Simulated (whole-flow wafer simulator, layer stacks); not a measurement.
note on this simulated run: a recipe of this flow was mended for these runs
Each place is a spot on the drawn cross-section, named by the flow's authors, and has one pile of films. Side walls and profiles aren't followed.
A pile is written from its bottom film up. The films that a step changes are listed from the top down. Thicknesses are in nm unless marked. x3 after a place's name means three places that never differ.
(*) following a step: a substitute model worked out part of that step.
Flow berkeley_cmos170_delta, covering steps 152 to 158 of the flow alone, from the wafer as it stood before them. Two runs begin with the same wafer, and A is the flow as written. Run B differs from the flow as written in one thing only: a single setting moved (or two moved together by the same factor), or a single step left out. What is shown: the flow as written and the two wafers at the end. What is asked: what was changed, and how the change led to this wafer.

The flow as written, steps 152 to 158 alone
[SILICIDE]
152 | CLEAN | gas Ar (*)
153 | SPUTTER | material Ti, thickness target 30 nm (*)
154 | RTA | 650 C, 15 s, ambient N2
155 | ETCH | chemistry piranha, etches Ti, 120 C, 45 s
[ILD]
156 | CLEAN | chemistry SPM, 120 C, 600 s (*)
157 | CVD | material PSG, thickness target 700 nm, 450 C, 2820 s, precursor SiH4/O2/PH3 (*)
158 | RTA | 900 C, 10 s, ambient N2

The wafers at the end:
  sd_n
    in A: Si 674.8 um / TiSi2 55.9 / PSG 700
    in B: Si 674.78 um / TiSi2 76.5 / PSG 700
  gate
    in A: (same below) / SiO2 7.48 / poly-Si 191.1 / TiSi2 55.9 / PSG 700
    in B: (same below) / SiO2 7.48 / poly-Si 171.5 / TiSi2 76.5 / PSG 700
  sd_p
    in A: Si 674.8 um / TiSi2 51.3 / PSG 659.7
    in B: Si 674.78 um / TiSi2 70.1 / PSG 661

The reason: step 153, SPUTTER: thickness target 41 nm was run, though the flow has thickness target 30 nm.

How this came from the change, step by step:
  153 | SPUTTER | material Ti, thickness target 30 nm (*)
      field, sd_n, spacer_n, gate, spacer_p, gate_p, contact x2: A +30 Ti (new film) | B +41 Ti (new film)
      sd_p: A +27.5 Ti (new film) | B +37.6 Ti (new film)
  154 | RTA | 650 C, 15 s, ambient N2
      sd_n, contact x2: A -23.4 Ti, +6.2 TiSi first (new film), +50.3 TiSi2 C49 (new film), -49 Si | B -32 Ti, +30.8 TiSi first (new film), +35.6 TiSi2 C49 (new film), -52.2 Si
      gate, gate_p: A -23.4 Ti, +6.2 TiSi first (new film), +50.3 TiSi2 C49 (new film), -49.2 poly-Si | B -32 Ti, +30.8 TiSi first (new film), +35.6 TiSi2 C49 (new film), -52.4 poly-Si
      (also at 1 further place)
  155 | ETCH | chemistry piranha, etches Ti, 120 C, 45 s
      sd_n, gate, gate_p, contact x2: A -6.6 Ti (all of it), -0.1 TiSi first | B -9.02 Ti (all of it), -0.1 TiSi first
      field, spacer_n, spacer_p: A -30 Ti (all of it) | B -41 Ti (all of it)
      (also at 1 further place)
  158 | RTA | 900 C, 10 s, ambient N2
      sd_n, contact x2: A under 1 film: +55.9 TiSi2 (new film), -6.09 TiSi first (all of it), -50.3 TiSi2 C49 (all of it), -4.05 Si | B under 1 film: +76.5 TiSi2 (new film), -30.7 TiSi first (all of it), -35.6 TiSi2 C49 (all of it), -20.4 Si
      gate, gate_p: A under 1 film: +55.9 TiSi2 (new film), -6.09 TiSi first (all of it), -50.3 TiSi2 C49 (all of it), -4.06 poly-Si | B under 1 film: +76.5 TiSi2 (new film), -30.7 TiSi first (all of it), -35.6 TiSi2 C49 (all of it), -20.4 poly-Si
      (also at 1 further place)
